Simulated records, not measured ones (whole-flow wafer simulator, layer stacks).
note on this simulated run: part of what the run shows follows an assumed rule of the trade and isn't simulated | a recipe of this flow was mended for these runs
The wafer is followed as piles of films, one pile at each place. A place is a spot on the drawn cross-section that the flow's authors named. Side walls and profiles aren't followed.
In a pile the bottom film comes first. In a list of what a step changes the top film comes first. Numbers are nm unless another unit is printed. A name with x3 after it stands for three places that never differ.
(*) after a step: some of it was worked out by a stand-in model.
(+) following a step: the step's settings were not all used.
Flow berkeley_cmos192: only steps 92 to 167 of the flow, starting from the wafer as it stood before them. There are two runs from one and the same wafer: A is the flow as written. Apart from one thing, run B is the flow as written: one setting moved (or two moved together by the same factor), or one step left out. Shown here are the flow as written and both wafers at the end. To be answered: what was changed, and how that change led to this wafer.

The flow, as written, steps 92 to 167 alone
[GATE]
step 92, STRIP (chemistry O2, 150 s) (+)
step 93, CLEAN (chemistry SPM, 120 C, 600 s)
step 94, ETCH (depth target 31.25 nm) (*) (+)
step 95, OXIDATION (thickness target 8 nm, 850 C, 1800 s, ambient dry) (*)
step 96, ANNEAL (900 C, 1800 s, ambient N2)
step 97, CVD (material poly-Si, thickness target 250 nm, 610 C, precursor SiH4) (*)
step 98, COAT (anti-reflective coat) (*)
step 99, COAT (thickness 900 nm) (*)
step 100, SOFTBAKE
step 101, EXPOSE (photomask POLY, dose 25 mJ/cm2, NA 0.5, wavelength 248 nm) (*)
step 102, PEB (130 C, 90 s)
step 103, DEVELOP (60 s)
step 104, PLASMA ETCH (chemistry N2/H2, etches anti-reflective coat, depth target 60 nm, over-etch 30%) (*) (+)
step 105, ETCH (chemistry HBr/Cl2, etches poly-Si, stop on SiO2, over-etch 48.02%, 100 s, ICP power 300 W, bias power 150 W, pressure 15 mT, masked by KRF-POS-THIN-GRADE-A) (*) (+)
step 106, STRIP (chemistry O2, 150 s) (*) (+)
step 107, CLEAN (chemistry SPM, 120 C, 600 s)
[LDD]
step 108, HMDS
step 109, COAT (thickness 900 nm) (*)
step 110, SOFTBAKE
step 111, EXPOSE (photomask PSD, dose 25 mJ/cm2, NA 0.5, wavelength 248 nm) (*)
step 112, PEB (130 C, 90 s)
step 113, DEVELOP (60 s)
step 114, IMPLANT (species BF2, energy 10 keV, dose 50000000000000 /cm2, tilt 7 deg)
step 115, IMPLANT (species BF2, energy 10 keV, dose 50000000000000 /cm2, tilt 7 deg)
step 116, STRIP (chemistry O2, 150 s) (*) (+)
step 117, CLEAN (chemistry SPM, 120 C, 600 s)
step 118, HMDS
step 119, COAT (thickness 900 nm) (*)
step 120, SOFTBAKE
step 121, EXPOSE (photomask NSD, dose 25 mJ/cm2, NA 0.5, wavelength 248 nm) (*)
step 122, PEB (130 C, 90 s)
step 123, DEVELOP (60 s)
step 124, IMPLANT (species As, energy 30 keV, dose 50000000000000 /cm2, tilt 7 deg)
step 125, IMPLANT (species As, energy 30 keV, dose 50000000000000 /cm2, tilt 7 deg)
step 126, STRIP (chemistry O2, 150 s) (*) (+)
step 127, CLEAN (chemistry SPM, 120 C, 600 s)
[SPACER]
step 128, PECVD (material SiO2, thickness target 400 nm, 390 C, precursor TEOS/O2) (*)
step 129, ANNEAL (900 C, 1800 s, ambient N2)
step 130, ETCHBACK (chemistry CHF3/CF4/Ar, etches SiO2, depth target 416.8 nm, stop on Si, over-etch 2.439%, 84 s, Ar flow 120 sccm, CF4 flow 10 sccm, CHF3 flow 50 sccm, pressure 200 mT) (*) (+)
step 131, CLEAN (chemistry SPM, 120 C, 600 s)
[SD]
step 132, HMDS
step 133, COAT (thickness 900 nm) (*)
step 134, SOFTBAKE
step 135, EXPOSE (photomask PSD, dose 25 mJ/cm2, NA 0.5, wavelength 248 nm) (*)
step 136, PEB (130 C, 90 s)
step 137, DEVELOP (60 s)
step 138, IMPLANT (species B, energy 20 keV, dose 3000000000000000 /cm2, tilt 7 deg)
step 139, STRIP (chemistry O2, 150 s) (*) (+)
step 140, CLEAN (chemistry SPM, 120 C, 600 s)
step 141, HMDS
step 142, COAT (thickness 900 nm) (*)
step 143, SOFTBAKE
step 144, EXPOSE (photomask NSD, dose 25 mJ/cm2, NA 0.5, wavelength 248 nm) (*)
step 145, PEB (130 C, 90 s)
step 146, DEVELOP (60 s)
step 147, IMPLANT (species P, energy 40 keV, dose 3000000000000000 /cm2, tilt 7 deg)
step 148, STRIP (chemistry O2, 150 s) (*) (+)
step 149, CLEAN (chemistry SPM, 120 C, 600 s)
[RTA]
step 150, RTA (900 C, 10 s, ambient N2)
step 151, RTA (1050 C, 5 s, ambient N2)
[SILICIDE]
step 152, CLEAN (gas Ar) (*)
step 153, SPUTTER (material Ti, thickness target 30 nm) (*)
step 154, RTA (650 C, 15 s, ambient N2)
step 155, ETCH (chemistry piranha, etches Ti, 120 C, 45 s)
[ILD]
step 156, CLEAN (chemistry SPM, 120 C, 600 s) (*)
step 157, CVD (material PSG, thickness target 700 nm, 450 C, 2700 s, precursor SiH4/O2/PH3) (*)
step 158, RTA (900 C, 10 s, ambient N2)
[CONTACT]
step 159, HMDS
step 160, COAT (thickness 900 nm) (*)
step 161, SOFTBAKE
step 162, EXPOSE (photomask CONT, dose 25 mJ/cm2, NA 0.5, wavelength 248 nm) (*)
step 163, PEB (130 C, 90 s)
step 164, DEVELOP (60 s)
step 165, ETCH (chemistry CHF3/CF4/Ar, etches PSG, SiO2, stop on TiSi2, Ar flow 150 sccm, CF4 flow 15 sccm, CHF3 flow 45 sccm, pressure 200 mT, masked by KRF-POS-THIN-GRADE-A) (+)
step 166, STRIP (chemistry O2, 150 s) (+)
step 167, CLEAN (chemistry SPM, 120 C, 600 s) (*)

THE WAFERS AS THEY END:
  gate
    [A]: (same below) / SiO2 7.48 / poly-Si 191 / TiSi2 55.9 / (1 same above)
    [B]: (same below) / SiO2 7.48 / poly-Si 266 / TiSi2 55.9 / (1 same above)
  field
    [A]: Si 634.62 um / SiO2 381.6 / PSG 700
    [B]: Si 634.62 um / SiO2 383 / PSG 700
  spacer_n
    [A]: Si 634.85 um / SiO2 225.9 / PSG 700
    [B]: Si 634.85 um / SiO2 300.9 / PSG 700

What caused this: step 97, CVD: thickness target 325 nm was run, whereas the flow has thickness target 250 nm.

The path from the change to this, step by step:
  step 97, CVD (material poly-Si, thickness target 250 nm, 610 C, precursor SiH4) (*)
      field, sd_n, spacer_n and 6 more: A +250 poly-Si (new film) | B +325 poly-Si (new film)
  step 98, COAT (anti-reflective coat) (*)
      field: A +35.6 anti-reflective coat (new film) | B +36.4 anti-reflective coat (new film)
      contact: A +55.4 anti-reflective coat (new film) | B +56.8 anti-reflective coat (new film)
  step 104, PLASMA ETCH (chemistry N2/H2, etches anti-reflective coat, depth target 60 nm, over-etch 30%) (*) (+)
      field: A -35.6 anti-reflective coat (all of it), -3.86 poly-Si | B -36.4 anti-reflective coat (all of it), -3.93 poly-Si
      contact: A -55.4 anti-reflective coat (all of it), -3.35 poly-Si | B -56.8 anti-reflective coat (all of it), -3.41 poly-Si
  step 105, ETCH (chemistry HBr/Cl2, etches poly-Si, stop on SiO2, over-etch 48.02%, 100 s, ICP power 300 W, bias power 150 W, pressure 15 mT, masked by KRF-POS-THIN-GRADE-A) (*) (+)
      spacer_n, spacer_p: A -246.2 poly-Si (all of it), -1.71 SiO2 | B -321.1 poly-Si (all of it), -0.32 SiO2
      field: A -246.1 poly-Si (all of it), -1.71 SiO2 | B -321.1 poly-Si (all of it), -0.32 SiO2
      (and at 4 other places as well)
  step 109, COAT (thickness 900 nm) (*)
      gate: A +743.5 KrF-resist (new film) | B +680.6 KrF-resist (new film)
      gate_p: A +739.8 KrF-resist (new film) | B +677 KrF-resist (new film)
  step 113, DEVELOP (60 s)
      gate_p: A -738.2 KrF-resist (all of it) | B -675.6 KrF-resist (all of it)
  step 116, STRIP (chemistry O2, 150 s) (*) (+)
      gate: A -727 KrF-resist (all of it), +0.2 chemical SiO2, -0.09 poly-Si | B -664.3 KrF-resist (all of it), +0.2 chemical SiO2, -0.09 poly-Si
  step 119, COAT (thickness 900 nm) (*)
      gate: A +743.4 KrF-resist (new film) | B +680.5 KrF-resist (new film)
      gate_p: A +739.7 KrF-resist (new film) | B +676.9 KrF-resist (new film)
  step 123, DEVELOP (60 s)
      gate: A -741.9 KrF-resist (all of it) | B -679.1 KrF-resist (all of it)
  step 126, STRIP (chemistry O2, 150 s) (*) (+)
      gate_p: A -723.2 KrF-resist (all of it), +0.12 chemical SiO2, -0.05 poly-Si | B -660.5 KrF-resist (all of it), +0.12 chemical SiO2, -0.05 poly-Si
  step 130, ETCHBACK (chemistry CHF3/CF4/Ar, etches SiO2, depth target 416.8 nm, stop on Si, over-etch 2.439%, 84 s, Ar flow 120 sccm, CF4 flow 10 sccm, CHF3 flow 50 sccm, pressure 200 mT) (*) (+)
      spacer_n: A -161 SiO2 | B -87.4 SiO2
      spacer_p: A -161 SiO2 | B -87.3 SiO2
  step 133, COAT (thickness 900 nm) (*)
      spacer_n: A +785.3 KrF-resist (new film) | B +730.4 KrF-resist (new film)
      gate: A +764.7 KrF-resist (new film) | B +711 KrF-resist (new film)
      (and at 2 other places as well)
  step 137, DEVELOP (60 s)
      spacer_p: A -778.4 KrF-resist (all of it) | B -723.7 KrF-resist (all of it)
      gate_p: A -757.7 KrF-resist (all of it) | B -704.2 KrF-resist (all of it)
  step 139, STRIP (chemistry O2, 150 s) (*) (+)
      spacer_n: A -768.7 KrF-resist (all of it) | B -713.9 KrF-resist (all of it)
      gate: A -748.1 KrF-resist (all of it), +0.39 chemical SiO2, -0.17 poly-Si | B -694.6 KrF-resist (all of it), +0.39 chemical SiO2, -0.17 poly-Si
  step 142, COAT (thickness 900 nm) (*)
      spacer_n: A +785.4 KrF-resist (new film) | B +730.4 KrF-resist (new film)
      gate: A +764.6 KrF-resist (new film) | B +710.9 KrF-resist (new film)
      (and at 2 other places as well)
  step 146, DEVELOP (60 s)
      spacer_n: A -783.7 KrF-resist (all of it) | B -728.9 KrF-resist (all of it)
      gate: A -762.9 KrF-resist (all of it) | B -709.4 KrF-resist (all of it)
  ... 2 further steps ...
  step 166, STRIP (chemistry O2, 150 s) (+)
      spacer_n: A -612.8 KrF-resist (all of it) | B -572.3 KrF-resist (all of it)
      gate: A -593.2 KrF-resist (all of it) | B -557.5 KrF-resist (all of it)
      (and at 3 other places as well)
